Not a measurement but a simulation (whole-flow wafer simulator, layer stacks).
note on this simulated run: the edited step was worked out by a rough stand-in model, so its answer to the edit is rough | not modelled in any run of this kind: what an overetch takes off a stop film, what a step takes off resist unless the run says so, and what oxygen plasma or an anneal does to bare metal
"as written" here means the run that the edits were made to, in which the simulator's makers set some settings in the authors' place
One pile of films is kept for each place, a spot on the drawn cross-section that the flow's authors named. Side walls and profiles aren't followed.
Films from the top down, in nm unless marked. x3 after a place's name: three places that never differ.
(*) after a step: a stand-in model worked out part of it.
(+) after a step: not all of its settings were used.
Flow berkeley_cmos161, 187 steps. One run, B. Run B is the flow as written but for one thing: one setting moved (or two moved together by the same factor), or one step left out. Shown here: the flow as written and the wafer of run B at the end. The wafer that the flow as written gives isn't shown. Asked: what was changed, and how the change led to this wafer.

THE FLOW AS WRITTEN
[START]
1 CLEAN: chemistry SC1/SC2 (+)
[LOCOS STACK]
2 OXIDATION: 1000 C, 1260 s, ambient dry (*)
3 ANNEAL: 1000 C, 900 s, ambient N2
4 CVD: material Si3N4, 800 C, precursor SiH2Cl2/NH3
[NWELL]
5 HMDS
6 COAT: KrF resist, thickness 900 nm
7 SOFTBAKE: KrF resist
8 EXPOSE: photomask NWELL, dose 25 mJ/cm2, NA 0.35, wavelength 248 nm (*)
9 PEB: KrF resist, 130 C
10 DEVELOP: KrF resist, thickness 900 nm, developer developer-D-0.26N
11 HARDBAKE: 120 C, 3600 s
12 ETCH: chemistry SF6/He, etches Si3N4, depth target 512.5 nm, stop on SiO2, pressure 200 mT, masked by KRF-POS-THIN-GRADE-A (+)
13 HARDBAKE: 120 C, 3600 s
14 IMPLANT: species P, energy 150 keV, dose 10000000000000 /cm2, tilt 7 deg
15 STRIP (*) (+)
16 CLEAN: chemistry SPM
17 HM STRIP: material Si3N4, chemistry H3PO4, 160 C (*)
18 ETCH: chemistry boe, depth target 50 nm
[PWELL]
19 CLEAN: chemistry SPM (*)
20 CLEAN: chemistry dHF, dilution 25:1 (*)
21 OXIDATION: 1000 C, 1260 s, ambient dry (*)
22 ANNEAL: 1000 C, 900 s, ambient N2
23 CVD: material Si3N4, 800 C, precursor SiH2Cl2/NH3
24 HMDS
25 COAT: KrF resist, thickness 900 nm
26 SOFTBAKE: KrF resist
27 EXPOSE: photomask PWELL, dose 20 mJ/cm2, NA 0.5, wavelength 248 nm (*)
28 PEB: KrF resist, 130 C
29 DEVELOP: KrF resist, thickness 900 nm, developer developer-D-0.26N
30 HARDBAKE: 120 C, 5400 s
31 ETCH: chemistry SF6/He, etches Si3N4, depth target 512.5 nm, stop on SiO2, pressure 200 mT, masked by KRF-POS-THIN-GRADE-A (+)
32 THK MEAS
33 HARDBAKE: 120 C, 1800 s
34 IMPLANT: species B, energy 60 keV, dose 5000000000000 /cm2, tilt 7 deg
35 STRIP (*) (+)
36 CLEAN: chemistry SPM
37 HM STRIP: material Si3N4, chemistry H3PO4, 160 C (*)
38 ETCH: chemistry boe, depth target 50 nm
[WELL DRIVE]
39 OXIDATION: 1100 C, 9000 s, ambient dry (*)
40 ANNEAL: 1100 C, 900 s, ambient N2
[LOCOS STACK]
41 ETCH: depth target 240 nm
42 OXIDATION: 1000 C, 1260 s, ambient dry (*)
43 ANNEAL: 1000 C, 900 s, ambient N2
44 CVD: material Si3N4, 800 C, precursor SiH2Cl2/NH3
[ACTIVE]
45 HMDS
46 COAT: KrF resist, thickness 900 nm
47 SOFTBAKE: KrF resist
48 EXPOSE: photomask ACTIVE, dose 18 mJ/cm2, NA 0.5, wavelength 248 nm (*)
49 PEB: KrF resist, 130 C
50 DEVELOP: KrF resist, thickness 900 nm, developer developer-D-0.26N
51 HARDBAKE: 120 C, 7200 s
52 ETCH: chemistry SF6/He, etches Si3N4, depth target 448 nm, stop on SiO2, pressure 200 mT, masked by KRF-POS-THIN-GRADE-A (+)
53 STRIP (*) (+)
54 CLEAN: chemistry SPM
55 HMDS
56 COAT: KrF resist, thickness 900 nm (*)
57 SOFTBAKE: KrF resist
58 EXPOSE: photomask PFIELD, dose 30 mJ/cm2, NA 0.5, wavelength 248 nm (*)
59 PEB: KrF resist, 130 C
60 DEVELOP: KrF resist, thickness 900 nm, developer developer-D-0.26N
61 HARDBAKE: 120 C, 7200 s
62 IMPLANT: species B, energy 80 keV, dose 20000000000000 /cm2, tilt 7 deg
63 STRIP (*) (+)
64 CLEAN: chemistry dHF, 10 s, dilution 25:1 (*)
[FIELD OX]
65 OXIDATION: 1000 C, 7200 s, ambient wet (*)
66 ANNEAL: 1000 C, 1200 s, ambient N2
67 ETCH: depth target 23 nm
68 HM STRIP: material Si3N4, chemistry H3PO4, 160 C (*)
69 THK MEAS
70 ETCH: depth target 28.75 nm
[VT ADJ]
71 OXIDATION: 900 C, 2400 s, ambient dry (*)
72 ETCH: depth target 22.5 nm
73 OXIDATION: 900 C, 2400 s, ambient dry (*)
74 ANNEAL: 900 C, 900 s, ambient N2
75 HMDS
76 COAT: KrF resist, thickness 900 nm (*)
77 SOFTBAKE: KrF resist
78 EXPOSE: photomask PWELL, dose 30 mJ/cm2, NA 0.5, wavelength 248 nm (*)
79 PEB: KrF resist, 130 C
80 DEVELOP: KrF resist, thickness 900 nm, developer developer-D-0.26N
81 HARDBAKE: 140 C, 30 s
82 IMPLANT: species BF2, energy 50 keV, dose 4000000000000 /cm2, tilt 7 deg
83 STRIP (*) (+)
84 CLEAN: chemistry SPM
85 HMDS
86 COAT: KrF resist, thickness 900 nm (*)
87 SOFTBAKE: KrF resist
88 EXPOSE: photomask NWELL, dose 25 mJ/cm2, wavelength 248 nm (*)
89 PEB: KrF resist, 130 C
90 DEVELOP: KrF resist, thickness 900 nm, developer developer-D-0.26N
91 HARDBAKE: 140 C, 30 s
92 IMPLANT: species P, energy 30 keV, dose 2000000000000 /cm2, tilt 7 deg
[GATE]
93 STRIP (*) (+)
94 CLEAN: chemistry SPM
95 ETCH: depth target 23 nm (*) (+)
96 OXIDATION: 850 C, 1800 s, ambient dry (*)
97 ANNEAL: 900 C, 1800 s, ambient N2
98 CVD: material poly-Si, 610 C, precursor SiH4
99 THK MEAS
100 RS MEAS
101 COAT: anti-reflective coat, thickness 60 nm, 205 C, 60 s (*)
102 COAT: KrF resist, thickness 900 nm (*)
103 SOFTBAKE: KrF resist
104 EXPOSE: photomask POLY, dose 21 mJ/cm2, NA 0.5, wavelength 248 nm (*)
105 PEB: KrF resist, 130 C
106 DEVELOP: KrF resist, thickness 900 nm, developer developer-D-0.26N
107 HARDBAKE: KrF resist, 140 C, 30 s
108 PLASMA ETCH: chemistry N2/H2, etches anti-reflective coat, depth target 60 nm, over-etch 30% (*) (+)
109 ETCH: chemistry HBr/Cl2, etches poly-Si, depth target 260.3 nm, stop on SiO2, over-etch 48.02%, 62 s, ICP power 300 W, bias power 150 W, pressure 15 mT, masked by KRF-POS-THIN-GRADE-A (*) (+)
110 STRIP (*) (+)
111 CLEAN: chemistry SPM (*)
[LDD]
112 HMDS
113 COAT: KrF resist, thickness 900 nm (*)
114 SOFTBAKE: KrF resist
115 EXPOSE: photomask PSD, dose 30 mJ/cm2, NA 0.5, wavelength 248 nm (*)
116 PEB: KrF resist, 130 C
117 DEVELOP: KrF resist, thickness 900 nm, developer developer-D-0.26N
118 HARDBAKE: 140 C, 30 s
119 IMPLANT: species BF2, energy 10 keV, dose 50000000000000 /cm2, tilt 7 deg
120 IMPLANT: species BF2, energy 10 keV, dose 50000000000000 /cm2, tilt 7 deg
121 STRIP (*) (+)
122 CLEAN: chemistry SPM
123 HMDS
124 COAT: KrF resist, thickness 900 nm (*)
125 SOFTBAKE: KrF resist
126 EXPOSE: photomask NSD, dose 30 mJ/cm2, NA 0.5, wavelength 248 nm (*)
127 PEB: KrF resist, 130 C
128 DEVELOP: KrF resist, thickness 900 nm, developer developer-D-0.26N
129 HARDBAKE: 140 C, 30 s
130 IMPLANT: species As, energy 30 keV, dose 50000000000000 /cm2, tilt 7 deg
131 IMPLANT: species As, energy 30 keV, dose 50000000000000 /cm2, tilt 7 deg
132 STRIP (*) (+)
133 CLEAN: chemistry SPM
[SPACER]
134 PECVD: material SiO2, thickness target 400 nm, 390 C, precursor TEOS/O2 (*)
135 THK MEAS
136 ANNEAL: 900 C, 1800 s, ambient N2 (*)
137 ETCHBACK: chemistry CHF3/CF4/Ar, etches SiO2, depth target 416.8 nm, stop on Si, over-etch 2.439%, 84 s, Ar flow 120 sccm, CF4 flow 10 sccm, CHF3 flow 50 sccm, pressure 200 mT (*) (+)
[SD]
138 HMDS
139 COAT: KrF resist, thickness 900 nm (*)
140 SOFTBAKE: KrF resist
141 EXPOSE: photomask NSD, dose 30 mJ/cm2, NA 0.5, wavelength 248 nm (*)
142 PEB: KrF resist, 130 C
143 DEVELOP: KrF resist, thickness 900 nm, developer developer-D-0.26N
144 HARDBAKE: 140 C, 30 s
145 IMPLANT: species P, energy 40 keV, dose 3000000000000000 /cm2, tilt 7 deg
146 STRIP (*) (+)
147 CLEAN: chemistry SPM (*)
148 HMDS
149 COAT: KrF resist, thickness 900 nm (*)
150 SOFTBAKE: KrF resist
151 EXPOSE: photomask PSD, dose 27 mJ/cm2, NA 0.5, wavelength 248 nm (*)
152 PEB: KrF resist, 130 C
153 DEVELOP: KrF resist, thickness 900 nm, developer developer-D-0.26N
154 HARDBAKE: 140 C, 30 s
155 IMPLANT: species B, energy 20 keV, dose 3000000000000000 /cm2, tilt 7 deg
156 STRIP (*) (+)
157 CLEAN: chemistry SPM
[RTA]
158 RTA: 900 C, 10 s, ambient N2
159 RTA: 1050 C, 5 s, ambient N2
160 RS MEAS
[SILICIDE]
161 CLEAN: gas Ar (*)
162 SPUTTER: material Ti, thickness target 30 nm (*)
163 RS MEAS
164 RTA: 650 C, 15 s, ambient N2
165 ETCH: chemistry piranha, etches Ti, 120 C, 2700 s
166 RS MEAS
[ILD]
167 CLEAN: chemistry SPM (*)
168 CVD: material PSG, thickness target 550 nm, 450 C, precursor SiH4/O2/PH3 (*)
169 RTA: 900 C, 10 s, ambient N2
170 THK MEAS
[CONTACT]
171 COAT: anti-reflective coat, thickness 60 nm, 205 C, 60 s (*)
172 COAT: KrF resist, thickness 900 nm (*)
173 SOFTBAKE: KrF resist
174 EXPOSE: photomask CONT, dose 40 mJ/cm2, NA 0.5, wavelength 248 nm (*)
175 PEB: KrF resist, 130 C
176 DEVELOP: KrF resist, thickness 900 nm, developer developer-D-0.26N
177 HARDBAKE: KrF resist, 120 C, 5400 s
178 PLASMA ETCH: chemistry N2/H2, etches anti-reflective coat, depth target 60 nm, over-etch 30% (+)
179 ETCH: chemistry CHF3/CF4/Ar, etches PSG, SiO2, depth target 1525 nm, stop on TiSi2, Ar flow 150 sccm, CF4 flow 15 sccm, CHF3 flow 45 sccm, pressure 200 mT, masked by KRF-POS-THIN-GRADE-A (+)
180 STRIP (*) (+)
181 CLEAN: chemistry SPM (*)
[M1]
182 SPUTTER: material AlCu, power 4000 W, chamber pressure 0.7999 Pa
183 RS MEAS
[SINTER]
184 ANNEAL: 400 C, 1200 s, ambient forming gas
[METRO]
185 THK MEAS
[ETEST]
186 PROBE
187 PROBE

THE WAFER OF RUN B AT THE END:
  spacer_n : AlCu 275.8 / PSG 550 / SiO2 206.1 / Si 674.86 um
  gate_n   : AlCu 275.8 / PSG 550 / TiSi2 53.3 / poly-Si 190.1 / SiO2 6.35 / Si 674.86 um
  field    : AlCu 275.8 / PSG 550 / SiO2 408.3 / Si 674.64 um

The cause: step 96, OXIDATION: 1357 s was run, where the flow has 1800 s.

How the change led to this, step by step:
  96 OXIDATION: 850 C, 1800 s, ambient dry (*)
      sd_n, spacer_n, gate_n, sd_p, spacer_p, gate_p, contact, m1: SiO2 +6.35 (new film), Si -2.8 (as written it would be: SiO2 +7.48 (new film), Si -3.29)
